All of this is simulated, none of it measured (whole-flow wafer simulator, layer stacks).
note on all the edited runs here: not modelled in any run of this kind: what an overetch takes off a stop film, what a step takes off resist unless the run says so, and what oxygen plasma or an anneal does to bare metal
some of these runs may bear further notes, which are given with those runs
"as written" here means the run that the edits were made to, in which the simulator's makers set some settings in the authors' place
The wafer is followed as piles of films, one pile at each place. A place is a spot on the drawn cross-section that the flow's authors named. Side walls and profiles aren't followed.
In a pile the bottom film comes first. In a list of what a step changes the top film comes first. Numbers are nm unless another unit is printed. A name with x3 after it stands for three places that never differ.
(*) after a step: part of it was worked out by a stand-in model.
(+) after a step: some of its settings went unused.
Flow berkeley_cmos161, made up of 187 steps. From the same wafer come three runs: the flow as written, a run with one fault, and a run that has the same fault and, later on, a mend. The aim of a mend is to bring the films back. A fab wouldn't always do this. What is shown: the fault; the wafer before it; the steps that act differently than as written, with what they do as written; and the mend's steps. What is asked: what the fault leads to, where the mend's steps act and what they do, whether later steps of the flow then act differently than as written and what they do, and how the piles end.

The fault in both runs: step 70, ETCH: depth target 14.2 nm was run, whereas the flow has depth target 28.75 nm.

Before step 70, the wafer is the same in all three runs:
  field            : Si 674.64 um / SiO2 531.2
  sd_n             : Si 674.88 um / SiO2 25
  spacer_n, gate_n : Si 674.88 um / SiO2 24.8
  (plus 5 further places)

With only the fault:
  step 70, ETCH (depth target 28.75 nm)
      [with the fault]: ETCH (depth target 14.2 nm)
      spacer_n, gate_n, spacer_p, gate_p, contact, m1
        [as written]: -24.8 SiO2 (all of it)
        [with the fault]: -14.2 SiO2
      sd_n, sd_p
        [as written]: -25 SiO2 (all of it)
        [with the fault]: -14.2 SiO2
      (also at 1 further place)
  Steps further on in the flow that do not act as written (46 other steps are not shown; they differ only slightly, by no more than 2% or 0.5 nm, whichever is larger):
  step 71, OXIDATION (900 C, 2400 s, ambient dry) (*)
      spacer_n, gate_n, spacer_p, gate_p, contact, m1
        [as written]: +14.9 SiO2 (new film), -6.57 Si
        [with the fault]: +11.8 SiO2, -5.21 Si
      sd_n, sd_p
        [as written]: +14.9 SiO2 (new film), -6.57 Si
        [with the fault]: +11.8 SiO2, -5.18 Si
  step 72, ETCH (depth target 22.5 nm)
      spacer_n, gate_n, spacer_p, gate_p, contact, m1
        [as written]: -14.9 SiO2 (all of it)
        [with the fault]: -22.4 SiO2 (all of it)
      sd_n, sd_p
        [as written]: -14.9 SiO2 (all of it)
        [with the fault]: -22.6 SiO2 (all of it)
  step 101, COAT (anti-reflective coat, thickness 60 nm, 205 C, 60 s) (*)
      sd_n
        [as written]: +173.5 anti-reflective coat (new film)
        [with the fault]: +183.7 anti-reflective coat (new film)
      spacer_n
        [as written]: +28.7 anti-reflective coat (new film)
        [with the fault]: +26.3 anti-reflective coat (new film)
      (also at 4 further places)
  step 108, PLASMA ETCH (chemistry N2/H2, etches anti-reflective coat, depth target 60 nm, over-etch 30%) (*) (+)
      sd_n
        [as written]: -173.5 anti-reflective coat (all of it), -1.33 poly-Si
        [with the fault]: -183.7 anti-reflective coat (all of it), -1.41 poly-Si
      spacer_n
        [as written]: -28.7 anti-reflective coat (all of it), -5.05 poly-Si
        [with the fault]: -26.3 anti-reflective coat (all of it), -5.45 poly-Si
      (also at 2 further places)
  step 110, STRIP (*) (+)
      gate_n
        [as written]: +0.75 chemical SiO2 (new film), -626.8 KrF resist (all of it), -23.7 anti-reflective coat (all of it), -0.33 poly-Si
        [with the fault]: +0.75 chemical SiO2 (new film), -635.3 KrF resist (all of it), -21.4 anti-reflective coat (all of it), -0.33 poly-Si
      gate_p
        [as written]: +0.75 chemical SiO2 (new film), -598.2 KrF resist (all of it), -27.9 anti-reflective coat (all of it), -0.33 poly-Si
        [with the fault]: +0.75 chemical SiO2 (new film), -603.3 KrF resist (all of it), -26.7 anti-reflective coat (all of it), -0.33 poly-Si
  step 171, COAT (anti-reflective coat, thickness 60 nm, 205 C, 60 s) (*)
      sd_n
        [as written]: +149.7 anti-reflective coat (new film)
        [with the fault]: +160.6 anti-reflective coat (new film)
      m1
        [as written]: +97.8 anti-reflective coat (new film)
        [with the fault]: +100.8 anti-reflective coat (new film)
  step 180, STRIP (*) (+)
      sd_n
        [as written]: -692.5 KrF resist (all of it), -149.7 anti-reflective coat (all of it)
        [with the fault]: -690.1 KrF resist (all of it), -160.6 anti-reflective coat (all of it)
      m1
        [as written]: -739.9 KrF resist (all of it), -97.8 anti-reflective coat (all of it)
        [with the fault]: -744.8 KrF resist (all of it), -100.8 anti-reflective coat (all of it)
  By the end, the piles at field depart from the flow's by more than 2% or 0.5 nm, whichever is larger.
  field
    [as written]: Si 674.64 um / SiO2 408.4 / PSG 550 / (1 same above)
    [with the fault]: Si 674.64 um / SiO2 422.9 / PSG 550 / (1 same above)

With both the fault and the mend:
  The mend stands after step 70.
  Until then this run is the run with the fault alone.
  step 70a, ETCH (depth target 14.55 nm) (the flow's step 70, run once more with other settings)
      spacer_n, gate_n, spacer_p, gate_p, contact, m1
        -10.6 SiO2 (all of it)
      sd_n, sd_p
        -10.8 SiO2 (all of it)
      field
        -14.6 SiO2
  Later steps of the flow that are run all act as written at every place that is followed.
  The piles end the same as the flow's at every place that both follow.
